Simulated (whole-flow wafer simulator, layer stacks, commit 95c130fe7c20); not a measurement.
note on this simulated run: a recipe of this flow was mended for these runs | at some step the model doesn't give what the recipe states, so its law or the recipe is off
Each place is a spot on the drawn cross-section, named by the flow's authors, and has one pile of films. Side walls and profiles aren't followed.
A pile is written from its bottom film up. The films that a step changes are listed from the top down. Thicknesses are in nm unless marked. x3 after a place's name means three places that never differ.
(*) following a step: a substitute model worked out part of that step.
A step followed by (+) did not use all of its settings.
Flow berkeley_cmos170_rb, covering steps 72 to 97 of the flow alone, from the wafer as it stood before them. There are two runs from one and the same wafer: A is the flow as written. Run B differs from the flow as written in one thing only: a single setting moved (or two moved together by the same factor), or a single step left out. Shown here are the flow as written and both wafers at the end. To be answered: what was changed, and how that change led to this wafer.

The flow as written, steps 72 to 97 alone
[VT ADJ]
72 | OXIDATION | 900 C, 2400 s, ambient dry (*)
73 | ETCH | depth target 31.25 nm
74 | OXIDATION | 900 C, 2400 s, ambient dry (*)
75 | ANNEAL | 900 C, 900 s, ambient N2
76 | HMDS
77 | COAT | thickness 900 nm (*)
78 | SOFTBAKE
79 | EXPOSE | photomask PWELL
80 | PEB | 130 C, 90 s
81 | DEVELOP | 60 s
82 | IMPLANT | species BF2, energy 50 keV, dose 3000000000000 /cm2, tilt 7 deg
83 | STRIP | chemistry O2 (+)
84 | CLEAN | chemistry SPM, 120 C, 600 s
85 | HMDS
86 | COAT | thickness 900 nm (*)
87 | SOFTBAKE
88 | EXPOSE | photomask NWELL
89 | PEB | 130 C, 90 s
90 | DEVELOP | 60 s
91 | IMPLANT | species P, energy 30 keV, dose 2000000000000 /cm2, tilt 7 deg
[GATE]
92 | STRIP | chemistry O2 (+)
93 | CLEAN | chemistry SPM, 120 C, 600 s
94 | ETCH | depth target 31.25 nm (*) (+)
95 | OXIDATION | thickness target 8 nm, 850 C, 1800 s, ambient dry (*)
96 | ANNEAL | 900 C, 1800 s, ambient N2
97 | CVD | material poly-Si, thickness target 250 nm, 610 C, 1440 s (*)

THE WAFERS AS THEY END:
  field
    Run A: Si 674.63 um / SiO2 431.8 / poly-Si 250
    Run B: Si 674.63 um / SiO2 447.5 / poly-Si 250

The reason: step 94, ETCH: depth target 15.62 nm was run, whereas the flow has depth target 31.25 nm.

How this came from the change, step by step:
  94 | ETCH | depth target 31.25 nm (*) (+)
      field: A -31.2 SiO2 | B -15.6 SiO2
